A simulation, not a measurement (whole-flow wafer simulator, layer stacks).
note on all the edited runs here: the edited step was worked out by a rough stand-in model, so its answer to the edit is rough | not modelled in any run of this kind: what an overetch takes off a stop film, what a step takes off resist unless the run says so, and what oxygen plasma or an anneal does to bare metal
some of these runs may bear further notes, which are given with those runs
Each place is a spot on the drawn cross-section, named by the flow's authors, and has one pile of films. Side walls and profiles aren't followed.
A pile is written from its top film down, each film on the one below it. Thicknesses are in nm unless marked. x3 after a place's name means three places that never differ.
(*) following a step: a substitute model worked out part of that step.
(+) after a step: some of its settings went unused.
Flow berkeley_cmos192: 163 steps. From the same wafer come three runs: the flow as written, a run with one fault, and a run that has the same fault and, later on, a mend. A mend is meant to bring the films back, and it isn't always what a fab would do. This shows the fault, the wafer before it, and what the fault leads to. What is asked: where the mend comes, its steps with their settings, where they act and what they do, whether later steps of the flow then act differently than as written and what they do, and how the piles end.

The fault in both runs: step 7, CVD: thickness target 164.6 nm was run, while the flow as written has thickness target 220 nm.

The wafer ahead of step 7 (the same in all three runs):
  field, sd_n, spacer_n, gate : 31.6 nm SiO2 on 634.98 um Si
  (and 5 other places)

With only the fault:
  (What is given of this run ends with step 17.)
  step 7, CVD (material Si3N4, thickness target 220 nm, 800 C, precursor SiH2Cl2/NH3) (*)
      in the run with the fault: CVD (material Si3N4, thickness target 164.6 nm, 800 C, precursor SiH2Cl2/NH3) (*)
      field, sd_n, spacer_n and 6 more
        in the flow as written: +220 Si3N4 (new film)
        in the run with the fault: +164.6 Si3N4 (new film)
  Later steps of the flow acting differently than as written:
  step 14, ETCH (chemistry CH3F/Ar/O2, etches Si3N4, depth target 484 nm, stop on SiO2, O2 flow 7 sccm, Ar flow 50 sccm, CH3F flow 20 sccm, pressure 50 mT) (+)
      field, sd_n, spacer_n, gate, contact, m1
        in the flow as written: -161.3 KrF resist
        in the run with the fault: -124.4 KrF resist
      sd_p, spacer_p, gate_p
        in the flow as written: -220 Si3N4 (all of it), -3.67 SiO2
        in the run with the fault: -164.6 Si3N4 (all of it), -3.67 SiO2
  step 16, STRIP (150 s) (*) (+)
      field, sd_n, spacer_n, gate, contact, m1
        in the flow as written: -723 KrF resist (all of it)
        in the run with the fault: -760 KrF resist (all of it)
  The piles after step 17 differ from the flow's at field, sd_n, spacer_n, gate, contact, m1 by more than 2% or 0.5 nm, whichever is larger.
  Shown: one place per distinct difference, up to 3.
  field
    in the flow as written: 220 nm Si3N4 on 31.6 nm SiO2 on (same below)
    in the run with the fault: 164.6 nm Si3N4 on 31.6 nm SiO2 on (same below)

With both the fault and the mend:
  The mend follows step 7.
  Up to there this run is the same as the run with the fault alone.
  step 7a, ETCH (chemistry h3po4, depth target 189.3 nm)
      field, sd_n, spacer_n and 6 more
        -164.6 Si3N4 (all of it)
  step 7b, CLEAN (chemistry SC1/SC2) (the flow's step 1, run once more)
      leaves every film unchanged at each place that is followed
  step 7c, CVD (material Si3N4, thickness target 220 nm, 800 C, precursor SiH2Cl2/NH3) (*) (the flow's step 7, run once more)
      field, sd_n, spacer_n and 6 more
        +220 Si3N4 (new film)
  None of the later steps of the flow acts differently than as written at any place that is followed.
  At every place that both follow, the piles at the end match the flow's.
